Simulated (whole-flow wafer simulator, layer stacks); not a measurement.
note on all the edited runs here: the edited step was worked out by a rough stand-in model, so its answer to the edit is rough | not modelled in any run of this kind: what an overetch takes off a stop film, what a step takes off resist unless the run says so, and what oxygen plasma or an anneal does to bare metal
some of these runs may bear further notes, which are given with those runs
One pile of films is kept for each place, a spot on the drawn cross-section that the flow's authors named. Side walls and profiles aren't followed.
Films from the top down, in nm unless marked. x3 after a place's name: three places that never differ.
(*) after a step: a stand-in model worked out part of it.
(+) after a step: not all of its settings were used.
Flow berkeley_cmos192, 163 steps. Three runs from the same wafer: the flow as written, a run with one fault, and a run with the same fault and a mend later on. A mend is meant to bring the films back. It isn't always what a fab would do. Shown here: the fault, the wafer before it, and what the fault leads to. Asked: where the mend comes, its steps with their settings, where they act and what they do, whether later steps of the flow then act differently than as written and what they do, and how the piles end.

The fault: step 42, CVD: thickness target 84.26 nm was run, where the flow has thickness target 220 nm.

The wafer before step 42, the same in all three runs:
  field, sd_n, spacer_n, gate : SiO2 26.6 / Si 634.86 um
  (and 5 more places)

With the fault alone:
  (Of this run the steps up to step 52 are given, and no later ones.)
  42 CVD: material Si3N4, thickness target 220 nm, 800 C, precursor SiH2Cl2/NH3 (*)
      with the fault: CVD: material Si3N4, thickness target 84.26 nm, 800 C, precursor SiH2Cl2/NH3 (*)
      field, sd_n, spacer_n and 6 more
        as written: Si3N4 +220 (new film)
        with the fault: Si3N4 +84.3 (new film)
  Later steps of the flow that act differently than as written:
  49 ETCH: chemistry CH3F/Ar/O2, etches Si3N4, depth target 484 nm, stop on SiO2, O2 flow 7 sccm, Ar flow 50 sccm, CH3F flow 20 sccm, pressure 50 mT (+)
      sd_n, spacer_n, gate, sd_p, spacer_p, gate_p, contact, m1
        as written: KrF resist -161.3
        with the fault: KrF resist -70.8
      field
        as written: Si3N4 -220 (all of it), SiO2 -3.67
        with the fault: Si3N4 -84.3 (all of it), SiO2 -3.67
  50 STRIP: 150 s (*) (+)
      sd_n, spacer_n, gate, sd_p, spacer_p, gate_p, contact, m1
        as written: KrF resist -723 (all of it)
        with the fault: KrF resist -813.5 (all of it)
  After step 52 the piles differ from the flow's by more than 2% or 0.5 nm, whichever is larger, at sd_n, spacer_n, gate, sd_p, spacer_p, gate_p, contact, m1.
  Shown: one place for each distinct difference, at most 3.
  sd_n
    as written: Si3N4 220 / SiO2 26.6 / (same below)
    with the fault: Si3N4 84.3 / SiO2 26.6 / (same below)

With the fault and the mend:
  The mend comes after step 42.
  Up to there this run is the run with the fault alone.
  42a CVD: material Si3N4, thickness target 135.7 nm, 800 C, precursor SiH2Cl2/NH3 (*) (the flow's step 42 once more, with other settings)
      field, sd_n, spacer_n and 6 more
        Si3N4 +135.7
  No later step of the flow acts differently than as written, at any place that is followed, by more than 2% or 0.5 nm, whichever is larger.
  At the end the piles are the same as the flow's at every place that both follow.
